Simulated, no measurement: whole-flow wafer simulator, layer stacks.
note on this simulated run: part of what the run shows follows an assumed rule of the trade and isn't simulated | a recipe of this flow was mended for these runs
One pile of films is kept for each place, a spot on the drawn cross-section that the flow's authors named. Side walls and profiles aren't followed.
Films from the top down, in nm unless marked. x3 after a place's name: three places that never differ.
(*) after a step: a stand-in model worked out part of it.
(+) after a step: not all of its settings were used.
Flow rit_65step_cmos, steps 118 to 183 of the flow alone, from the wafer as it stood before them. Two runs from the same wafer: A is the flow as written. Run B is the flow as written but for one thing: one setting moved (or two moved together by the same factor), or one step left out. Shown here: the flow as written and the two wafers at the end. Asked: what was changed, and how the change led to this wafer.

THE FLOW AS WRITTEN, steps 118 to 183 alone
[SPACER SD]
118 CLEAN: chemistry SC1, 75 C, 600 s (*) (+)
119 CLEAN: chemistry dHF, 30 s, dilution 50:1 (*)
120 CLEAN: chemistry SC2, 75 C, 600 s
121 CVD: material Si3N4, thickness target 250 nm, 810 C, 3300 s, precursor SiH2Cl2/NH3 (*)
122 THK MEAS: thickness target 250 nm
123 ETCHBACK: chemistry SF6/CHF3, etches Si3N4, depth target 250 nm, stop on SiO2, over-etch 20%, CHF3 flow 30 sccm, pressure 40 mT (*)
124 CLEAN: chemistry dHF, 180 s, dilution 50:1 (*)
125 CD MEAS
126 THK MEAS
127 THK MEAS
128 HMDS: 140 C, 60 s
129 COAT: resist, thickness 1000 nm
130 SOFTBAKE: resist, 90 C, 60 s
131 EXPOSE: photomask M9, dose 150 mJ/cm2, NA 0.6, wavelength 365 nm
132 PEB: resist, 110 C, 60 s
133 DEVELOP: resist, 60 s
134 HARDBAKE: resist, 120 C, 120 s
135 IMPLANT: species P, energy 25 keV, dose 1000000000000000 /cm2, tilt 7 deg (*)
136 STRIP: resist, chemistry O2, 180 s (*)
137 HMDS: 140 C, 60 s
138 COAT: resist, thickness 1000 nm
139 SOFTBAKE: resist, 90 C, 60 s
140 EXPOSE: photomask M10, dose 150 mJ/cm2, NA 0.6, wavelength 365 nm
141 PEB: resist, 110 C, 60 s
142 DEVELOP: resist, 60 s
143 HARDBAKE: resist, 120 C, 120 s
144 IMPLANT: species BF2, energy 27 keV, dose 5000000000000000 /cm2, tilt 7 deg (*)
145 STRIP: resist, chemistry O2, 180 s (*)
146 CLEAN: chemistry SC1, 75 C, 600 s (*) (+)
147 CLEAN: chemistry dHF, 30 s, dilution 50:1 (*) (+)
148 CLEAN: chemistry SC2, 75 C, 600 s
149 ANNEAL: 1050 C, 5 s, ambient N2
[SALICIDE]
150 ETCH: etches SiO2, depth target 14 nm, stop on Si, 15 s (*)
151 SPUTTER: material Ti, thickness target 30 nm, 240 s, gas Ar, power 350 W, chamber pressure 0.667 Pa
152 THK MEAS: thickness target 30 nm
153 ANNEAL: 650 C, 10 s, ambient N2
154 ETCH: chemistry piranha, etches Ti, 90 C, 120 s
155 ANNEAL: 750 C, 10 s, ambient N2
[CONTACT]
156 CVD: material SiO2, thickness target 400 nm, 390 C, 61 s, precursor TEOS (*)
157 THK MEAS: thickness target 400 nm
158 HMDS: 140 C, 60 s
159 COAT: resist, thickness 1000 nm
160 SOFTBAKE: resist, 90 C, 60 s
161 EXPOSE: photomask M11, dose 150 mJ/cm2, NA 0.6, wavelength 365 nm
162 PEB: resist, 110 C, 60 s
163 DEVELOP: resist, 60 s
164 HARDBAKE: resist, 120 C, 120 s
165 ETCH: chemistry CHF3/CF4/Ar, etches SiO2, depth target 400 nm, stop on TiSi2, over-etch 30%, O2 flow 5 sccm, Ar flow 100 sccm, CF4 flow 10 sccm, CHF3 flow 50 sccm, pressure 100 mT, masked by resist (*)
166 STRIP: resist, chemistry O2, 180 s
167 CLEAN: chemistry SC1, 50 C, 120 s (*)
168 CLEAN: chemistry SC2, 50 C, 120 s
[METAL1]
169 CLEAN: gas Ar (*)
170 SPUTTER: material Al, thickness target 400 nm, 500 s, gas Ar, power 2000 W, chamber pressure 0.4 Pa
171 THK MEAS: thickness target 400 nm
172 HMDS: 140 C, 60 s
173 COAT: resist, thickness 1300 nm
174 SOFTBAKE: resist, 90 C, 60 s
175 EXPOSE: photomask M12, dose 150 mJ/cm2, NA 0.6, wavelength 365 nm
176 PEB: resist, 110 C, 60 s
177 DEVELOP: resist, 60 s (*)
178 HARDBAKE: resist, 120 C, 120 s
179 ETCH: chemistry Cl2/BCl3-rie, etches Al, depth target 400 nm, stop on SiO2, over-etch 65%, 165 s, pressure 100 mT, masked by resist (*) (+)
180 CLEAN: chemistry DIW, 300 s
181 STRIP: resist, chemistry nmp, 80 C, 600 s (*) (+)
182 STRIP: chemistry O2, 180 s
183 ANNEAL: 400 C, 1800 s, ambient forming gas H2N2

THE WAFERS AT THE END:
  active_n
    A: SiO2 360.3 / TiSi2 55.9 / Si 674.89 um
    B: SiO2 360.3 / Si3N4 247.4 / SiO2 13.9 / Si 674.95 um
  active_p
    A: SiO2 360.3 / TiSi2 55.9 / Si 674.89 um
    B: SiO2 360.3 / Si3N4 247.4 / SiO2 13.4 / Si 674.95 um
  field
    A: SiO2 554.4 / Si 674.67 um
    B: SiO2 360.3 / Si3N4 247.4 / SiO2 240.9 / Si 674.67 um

The cause: step 123, ETCHBACK: chemistry SF6/CHF3, etches Si3N4, depth target 250 nm, stop on SiO2, over-etch 20%, CHF3 flow 30 sccm, pressure 40 mT (*), was left out.

How the change led to this, step by step:
  124 CLEAN: chemistry dHF, 180 s, dilution 50:1 (*)
      active_n, sd_n, contact, m1: A SiO2 -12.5 (all of it) | B Si3N4 -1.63
      field, field_p: A SiO2 -16.8 | B Si3N4 -1.63
      (and at 6 more places)
  129 COAT: resist, thickness 1000 nm
      spacer: A resist +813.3 (new film) | B resist +1033.2 (new film)
      spacer_p: A resist +813.8 (new film) | B resist +1033.5 (new film)
  132 PEB: resist, 110 C, 60 s
      spacer, spacer_p: A resist -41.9 | B resist -53.7
  133 DEVELOP: resist, 60 s
      spacer: A resist -771.4 (all of it) | B resist -979.5 (all of it)
  134 HARDBAKE: resist, 120 C, 120 s
      spacer_p: A resist -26 | B resist -33.7
  136 STRIP: resist, chemistry O2, 180 s (*)
      active_n, sd_n, contact, m1: A chemical SiO2 +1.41 (new film), Si -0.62 | B nothing
      active_p: A chemical SiO2 +1.31 (new film), resist -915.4 (all of it), Si -0.58 | B resist -917.3 (all of it)
      (and at 4 more places)
  138 COAT: resist, thickness 1000 nm
      spacer: A resist +813.9 (new film) | B resist +1033.2 (new film)
      spacer_p: A resist +814.4 (new film) | B resist +1033.5 (new film)
  141 PEB: resist, 110 C, 60 s
      spacer: A resist -41.9 | B resist -53.7
      spacer_p: A resist -42 | B resist -53.7
  142 DEVELOP: resist, 60 s
      spacer_p: A resist -772.4 (all of it) | B resist -979.8 (all of it)
  143 HARDBAKE: resist, 120 C, 120 s
      spacer: A resist -26 | B resist -33.7
  145 STRIP: resist, chemistry O2, 180 s (*)
      spacer: A resist -746 (all of it) | B resist -945.9 (all of it)
  146 CLEAN: chemistry SC1, 75 C, 600 s (*) (+)
      active_n, active_p, sd_n, sd_p, contact, m1: A chemical SiO2 -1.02, Si -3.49 | B Si3N4 -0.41
      field, field_pw, field_nw, field_p: A SiO2 -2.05 | B Si3N4 -0.41
      (and at 2 more places)
  147 CLEAN: chemistry dHF, 30 s, dilution 50:1 (*) (+)
      active_n, active_p, gate_n, gate_p, sd_n, sd_p, contact, m1: A chemical SiO2 -0.6 (all of it) | B Si3N4 -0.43
      field, field_p: A SiO2 -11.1 | B Si3N4 -0.43
      (and at 2 more places)
  150 ETCH: etches SiO2, depth target 14 nm, stop on Si, 15 s (*)
      field, field_pw, field_nw, field_p: A SiO2 -15.5 | B Si3N4 -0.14
  153 ANNEAL: 650 C, 10 s, ambient N2
      active_n, active_p, sd_n, sd_p, contact, m1: A Ti -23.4, TiSi first +15 (new film), TiSi2 C49 +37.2 (new film), Si -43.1 | B nothing
      gate_n, gate_p: A Ti -23.4, TiSi first +15 (new film), TiSi2 C49 +37.2 (new film), poly-Si -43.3 | B nothing
  154 ETCH: chemistry piranha, etches Ti, 90 C, 120 s
      active_n, active_p, gate_n, gate_p, sd_n, sd_p, contact, m1: A Ti -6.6 (all of it), TiSi first -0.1 | B Ti -30 (all of it)
  ... 13 more steps ...
  181 STRIP: resist, chemistry nmp, 80 C, 600 s (*) (+)
      contact: A resist -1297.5 (all of it) | B resist -1339.6 (all of it)
